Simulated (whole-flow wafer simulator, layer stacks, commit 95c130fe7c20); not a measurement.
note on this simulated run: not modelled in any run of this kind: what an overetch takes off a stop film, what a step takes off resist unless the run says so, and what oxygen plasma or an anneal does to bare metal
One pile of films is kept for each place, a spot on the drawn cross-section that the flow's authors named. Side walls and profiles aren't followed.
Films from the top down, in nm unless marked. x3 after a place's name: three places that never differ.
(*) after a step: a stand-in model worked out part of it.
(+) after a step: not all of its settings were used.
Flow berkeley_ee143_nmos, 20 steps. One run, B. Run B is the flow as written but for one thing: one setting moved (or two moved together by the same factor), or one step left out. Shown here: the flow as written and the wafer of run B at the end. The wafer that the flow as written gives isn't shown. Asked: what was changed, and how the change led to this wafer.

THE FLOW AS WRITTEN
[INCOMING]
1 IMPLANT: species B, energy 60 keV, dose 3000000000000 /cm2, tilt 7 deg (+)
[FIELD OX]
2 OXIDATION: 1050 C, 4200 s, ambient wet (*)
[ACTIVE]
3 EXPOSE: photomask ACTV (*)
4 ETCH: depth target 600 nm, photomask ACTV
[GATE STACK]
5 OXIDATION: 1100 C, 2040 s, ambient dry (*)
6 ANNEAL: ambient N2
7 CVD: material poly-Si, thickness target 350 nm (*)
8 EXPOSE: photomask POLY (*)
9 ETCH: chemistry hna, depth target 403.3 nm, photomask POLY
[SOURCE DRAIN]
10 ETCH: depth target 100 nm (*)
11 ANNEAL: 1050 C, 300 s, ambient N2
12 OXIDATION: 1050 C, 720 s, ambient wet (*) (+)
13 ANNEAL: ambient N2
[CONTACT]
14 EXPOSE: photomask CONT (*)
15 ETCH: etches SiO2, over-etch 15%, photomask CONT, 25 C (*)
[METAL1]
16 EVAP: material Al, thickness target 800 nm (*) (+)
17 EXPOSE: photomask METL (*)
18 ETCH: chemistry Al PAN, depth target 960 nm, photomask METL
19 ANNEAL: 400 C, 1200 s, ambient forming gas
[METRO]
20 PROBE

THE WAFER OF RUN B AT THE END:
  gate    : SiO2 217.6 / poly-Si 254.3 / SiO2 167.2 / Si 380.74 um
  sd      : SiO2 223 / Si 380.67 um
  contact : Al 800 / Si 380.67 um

The cause: step 4, ETCH: depth target 432 nm was run, where the flow has depth target 600 nm.

How the change led to this, step by step:
  4 ETCH: depth target 600 nm, photomask ACTV
      gate, sd, contact: SiO2 -432 (as written it would be: SiO2 -566.4 (all of it))
  5 OXIDATION: 1100 C, 2040 s, ambient dry (*)
      gate, sd, contact: SiO2 +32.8, Si -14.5 (as written it would be: SiO2 +79.7 (new film), Si -35.1)
  10 ETCH: depth target 100 nm (*)
      sd, contact: SiO2 -100 (as written it would be: SiO2 -79.7 (all of it))
  12 OXIDATION: 1050 C, 720 s, ambient wet (*) (+)
      sd, contact: SiO2 +155.8, Si -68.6 (as written it would be: SiO2 +189.4 (new film), Si -83.4)
  15 ETCH: etches SiO2, over-etch 15%, photomask CONT, 25 C (*)
      contact: SiO2 -223 (all of it) (as written it would be: SiO2 -189.4 (all of it))
